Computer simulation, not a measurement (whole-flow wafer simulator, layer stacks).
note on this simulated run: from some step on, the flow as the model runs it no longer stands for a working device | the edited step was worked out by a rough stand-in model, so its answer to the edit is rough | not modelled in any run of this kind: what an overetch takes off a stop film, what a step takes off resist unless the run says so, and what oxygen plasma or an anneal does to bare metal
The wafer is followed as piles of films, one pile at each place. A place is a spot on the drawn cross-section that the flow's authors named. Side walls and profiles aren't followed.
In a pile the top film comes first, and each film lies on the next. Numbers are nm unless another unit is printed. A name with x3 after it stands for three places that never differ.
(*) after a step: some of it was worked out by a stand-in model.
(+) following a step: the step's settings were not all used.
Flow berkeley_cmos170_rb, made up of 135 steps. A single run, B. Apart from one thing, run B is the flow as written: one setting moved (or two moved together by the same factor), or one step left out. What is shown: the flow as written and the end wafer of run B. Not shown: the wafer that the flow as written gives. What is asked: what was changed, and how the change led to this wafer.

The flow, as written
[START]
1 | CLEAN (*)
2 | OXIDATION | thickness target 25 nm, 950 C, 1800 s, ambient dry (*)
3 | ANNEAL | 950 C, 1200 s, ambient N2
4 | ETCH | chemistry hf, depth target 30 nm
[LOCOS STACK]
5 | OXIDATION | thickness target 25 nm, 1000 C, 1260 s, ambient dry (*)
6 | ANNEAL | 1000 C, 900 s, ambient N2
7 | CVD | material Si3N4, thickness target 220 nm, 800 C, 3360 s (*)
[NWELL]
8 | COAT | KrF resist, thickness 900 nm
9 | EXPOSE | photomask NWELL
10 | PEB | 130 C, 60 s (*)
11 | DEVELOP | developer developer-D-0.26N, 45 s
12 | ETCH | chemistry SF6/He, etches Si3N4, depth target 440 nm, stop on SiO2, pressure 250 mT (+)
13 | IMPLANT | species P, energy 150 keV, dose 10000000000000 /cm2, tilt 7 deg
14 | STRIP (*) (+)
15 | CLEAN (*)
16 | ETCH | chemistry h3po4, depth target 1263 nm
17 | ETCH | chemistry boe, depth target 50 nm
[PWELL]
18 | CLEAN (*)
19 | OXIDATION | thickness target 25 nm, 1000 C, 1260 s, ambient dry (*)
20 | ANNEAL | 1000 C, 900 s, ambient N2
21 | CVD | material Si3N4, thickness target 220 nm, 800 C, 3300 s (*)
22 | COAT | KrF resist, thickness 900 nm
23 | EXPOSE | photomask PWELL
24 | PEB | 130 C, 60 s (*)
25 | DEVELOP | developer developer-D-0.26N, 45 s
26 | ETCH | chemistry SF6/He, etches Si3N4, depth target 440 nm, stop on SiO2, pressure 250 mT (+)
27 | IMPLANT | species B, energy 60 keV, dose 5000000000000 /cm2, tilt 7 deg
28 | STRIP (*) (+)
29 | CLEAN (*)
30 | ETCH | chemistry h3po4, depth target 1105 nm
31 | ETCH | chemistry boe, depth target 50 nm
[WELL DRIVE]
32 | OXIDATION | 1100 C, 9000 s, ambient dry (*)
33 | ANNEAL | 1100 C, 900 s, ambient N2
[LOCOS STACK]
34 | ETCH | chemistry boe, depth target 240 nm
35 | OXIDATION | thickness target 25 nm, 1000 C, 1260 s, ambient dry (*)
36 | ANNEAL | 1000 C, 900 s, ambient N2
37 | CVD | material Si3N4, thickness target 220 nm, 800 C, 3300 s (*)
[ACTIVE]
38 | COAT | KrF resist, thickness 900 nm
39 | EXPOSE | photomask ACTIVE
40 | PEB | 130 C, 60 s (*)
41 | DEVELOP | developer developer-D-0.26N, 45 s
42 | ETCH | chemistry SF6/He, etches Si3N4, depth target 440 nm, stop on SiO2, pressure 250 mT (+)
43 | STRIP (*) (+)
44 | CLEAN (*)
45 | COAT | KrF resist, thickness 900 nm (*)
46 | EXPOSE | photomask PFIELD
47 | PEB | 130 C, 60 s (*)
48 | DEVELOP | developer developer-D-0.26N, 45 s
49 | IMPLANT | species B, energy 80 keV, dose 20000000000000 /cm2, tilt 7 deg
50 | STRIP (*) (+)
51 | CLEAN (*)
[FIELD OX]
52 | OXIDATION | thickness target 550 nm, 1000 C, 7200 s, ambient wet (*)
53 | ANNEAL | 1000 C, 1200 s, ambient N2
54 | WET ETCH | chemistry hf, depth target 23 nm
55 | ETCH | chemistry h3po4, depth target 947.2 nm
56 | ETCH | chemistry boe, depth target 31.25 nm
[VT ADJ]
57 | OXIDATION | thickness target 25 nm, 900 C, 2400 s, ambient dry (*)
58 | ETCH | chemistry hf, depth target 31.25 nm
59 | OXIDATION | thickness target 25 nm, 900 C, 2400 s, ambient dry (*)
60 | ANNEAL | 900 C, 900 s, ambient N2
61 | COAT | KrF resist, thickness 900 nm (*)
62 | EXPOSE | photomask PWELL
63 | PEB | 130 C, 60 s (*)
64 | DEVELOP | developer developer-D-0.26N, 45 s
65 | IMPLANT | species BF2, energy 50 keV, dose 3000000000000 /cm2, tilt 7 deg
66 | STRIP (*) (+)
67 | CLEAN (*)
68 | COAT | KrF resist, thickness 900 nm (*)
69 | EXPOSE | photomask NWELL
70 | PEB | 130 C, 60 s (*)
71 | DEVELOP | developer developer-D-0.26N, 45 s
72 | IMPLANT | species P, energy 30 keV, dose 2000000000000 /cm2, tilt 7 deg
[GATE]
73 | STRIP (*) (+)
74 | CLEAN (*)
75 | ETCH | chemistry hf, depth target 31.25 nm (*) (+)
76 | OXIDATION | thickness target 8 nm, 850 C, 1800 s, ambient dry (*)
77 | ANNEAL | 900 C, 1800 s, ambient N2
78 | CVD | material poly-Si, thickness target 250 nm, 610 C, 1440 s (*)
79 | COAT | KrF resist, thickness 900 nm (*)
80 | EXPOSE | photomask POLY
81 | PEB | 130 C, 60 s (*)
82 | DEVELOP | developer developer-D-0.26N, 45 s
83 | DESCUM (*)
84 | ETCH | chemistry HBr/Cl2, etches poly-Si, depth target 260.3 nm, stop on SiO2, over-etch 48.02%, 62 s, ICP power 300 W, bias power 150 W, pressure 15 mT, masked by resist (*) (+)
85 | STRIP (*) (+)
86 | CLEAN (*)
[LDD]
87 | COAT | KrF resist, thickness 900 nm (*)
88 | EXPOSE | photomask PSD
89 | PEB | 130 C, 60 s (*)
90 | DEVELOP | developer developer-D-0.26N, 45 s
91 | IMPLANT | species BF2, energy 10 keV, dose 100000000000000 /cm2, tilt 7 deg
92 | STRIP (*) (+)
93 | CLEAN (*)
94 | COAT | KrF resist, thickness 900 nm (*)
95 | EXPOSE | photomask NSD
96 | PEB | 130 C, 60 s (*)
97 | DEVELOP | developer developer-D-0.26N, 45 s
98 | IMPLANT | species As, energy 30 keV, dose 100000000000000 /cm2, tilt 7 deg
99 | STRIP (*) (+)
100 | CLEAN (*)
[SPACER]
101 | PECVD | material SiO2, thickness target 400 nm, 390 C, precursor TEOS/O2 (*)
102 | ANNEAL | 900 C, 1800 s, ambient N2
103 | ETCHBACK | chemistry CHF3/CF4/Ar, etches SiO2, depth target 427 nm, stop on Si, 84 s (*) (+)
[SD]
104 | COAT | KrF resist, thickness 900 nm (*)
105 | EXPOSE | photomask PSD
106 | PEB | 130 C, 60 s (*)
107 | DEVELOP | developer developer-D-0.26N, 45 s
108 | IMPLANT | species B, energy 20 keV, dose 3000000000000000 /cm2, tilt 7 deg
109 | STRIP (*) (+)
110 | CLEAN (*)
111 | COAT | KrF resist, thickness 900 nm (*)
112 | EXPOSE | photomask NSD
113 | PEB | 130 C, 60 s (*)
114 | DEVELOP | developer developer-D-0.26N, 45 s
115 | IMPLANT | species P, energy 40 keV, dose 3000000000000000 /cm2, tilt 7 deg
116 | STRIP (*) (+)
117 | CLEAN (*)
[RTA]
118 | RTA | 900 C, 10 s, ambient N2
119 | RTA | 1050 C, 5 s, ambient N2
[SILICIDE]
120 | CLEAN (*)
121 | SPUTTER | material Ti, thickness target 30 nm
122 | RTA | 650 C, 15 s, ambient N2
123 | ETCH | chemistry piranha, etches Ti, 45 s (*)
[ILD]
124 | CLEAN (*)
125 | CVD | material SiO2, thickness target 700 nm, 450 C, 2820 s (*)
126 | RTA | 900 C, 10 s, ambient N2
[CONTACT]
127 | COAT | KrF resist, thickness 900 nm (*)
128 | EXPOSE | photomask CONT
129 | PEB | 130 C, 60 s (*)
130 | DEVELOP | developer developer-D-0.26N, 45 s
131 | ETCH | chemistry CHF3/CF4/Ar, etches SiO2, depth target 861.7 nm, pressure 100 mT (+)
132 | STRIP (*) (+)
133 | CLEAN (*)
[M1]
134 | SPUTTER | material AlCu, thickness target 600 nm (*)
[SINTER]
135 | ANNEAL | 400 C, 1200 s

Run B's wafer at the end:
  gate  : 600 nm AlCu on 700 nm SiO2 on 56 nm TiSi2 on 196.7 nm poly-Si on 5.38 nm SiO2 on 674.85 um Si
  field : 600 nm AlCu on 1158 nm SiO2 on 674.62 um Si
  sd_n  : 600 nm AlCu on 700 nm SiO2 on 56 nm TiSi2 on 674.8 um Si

Cause: step 76, OXIDATION: 817 C was run, whereas the flow has 850 C.

The path from the change to this, step by step:
  76 | OXIDATION | thickness target 8 nm, 850 C, 1800 s, ambient dry (*)
      sd_n, spacer_n, gate, sd_p, spacer_p, gate_p, contact, m1: +5.38 SiO2 (new film), -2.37 Si (it would be, as written: +7.53 SiO2 (new film), -3.31 Si)
